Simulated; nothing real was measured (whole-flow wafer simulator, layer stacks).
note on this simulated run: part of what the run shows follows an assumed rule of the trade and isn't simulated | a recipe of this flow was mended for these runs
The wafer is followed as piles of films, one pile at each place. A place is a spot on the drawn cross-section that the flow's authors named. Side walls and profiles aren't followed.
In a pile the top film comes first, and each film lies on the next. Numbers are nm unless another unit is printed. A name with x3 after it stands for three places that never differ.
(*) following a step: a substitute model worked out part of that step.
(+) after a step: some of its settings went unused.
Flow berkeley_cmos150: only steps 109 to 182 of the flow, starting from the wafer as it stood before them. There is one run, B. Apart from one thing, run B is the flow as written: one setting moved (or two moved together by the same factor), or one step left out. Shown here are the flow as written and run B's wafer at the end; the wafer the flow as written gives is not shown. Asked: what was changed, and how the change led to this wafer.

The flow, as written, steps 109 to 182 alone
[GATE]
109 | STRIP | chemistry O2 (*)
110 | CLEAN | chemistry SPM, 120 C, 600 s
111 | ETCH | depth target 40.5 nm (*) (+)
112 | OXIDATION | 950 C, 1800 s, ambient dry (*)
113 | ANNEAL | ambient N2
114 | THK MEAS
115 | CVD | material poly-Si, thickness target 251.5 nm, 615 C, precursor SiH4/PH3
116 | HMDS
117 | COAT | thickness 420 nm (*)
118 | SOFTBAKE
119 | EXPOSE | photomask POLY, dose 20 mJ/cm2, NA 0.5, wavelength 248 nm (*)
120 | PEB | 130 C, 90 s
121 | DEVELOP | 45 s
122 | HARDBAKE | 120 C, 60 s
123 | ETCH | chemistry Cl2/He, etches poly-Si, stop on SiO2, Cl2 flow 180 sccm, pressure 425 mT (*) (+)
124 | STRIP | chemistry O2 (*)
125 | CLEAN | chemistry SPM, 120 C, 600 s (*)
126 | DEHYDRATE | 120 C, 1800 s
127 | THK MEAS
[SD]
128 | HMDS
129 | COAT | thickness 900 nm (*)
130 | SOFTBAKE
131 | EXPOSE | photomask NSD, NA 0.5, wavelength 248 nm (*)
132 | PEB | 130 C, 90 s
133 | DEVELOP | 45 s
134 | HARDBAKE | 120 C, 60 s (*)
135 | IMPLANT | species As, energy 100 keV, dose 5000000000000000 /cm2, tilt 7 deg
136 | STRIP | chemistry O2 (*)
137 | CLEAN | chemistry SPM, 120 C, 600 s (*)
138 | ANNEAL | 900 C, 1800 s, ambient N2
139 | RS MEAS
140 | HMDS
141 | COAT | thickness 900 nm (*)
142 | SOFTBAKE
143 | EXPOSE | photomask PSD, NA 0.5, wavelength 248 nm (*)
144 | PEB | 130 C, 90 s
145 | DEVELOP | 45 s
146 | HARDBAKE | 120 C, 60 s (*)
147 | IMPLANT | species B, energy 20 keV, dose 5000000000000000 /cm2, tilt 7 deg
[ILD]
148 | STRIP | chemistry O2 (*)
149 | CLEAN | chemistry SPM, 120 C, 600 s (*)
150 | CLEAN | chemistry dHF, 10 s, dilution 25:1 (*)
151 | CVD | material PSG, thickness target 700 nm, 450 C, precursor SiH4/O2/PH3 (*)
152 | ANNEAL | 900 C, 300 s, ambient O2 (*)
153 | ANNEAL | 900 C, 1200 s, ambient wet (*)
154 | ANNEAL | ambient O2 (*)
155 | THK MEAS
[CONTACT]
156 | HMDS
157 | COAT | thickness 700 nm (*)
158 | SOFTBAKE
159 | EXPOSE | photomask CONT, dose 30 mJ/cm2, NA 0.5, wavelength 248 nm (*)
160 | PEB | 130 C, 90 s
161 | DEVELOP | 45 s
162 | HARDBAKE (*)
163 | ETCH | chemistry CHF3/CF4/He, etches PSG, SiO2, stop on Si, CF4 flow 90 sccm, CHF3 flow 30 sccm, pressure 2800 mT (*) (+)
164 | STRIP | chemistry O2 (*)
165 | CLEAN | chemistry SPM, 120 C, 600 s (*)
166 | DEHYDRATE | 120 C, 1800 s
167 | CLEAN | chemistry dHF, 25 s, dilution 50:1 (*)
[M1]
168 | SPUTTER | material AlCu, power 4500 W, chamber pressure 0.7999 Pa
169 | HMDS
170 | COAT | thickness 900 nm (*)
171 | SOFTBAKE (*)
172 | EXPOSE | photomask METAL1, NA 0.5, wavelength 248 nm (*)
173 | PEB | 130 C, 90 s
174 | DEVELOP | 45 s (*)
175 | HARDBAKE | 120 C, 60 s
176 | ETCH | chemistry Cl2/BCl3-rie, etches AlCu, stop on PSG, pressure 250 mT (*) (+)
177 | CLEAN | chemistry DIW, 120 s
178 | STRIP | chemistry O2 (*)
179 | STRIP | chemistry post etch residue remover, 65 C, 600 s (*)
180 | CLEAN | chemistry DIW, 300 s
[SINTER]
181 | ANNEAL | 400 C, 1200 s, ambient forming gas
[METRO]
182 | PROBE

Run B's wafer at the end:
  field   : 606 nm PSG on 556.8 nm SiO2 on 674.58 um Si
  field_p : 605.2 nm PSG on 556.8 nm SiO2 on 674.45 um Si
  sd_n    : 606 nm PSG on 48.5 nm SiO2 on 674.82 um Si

What caused this: step 111, ETCH: depth target 22.28 nm was run, though the flow has depth target 40.5 nm.

How this came from the change, step by step:
  111 | ETCH | depth target 40.5 nm (*) (+)
      sd_n: SiO2 loses 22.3 (in the flow as written it would be: SiO2 loses 40.4 (all of it))
      field, field_p: SiO2 loses 22.3 (in the flow as written it would be: SiO2 loses 40.5)
  112 | OXIDATION | 950 C, 1800 s, ambient dry (*)
      sd_n: SiO2 gains 12.9, Si loses 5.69 (in the flow as written it would be: SiO2 gains 20.4 (new film), Si loses 8.98)
  124 | STRIP | chemistry O2 (*)
      gate_n: chemical SiO2 gains 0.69 (new film), KrF-resist loses 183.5 (all of it), poly-Si loses 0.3 (in the flow as written it would be: chemical SiO2 gains 0.69 (new film), KrF-resist loses 176.1 (all of it), poly-Si loses 0.3)
  164 | STRIP | chemistry O2 (*)
      gate_n: KrF-resist loses 338.8 (all of it) (in the flow as written it would be: KrF-resist loses 331.2 (all of it))
  176 | ETCH | chemistry Cl2/BCl3-rie, etches AlCu, stop on PSG, pressure 250 mT (*) (+)
      gate_p: AlCu loses 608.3 (all of it), PSG loses 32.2 (in the flow as written it would be: AlCu loses 616.1 (all of it), PSG loses 31.2)
  178 | STRIP | chemistry O2 (*)
      m1: thick-KrF-resist loses 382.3 (all of it) (in the flow as written it would be: thick-KrF-resist loses 373.8 (all of it))
